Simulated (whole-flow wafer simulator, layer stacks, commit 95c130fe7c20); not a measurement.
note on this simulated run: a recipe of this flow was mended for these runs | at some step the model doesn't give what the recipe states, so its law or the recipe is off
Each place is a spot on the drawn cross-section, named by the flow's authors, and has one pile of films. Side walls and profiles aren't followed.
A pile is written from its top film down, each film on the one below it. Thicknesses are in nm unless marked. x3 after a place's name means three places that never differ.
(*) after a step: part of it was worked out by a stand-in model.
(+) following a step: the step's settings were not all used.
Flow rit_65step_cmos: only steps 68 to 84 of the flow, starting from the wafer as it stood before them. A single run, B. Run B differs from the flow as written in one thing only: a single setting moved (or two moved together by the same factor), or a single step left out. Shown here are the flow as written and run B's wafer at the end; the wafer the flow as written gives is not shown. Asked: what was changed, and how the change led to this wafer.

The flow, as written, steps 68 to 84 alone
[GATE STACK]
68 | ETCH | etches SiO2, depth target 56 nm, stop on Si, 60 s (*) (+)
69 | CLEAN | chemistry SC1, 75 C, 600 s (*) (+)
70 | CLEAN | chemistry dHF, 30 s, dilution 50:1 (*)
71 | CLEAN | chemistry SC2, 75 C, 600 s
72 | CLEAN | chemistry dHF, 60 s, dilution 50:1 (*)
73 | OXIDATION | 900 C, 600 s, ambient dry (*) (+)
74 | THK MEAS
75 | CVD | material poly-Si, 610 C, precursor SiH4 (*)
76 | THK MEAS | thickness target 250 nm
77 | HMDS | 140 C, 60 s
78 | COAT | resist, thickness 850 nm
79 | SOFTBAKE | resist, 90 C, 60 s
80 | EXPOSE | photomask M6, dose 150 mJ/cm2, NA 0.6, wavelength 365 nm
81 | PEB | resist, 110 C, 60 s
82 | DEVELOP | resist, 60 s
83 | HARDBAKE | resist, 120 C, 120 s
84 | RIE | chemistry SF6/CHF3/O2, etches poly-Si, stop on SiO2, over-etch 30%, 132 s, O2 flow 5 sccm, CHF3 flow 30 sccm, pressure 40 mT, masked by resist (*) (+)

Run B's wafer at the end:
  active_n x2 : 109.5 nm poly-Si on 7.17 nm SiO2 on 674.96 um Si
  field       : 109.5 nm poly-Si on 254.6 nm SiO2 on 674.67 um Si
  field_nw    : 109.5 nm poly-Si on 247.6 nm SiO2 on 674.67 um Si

The reason: step 75, CVD: 645 C was run, though the flow has 610 C.

How this came from the change, step by step:
  75 | CVD | material poly-Si, 610 C, precursor SiH4 (*)
      field, field_pw, field_nw and 11 more: +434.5 poly-Si (new film) (as written it would have been: +250 poly-Si (new film))
  84 | RIE | chemistry SF6/CHF3/O2, etches poly-Si, stop on SiO2, over-etch 30%, 132 s, O2 flow 5 sccm, CHF3 flow 30 sccm, pressure 40 mT, masked by resist (*) (+)
      field, field_pw, field_nw and 9 more: -325 poly-Si (as written it would have been: -250 poly-Si (all of it), -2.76 SiO2)
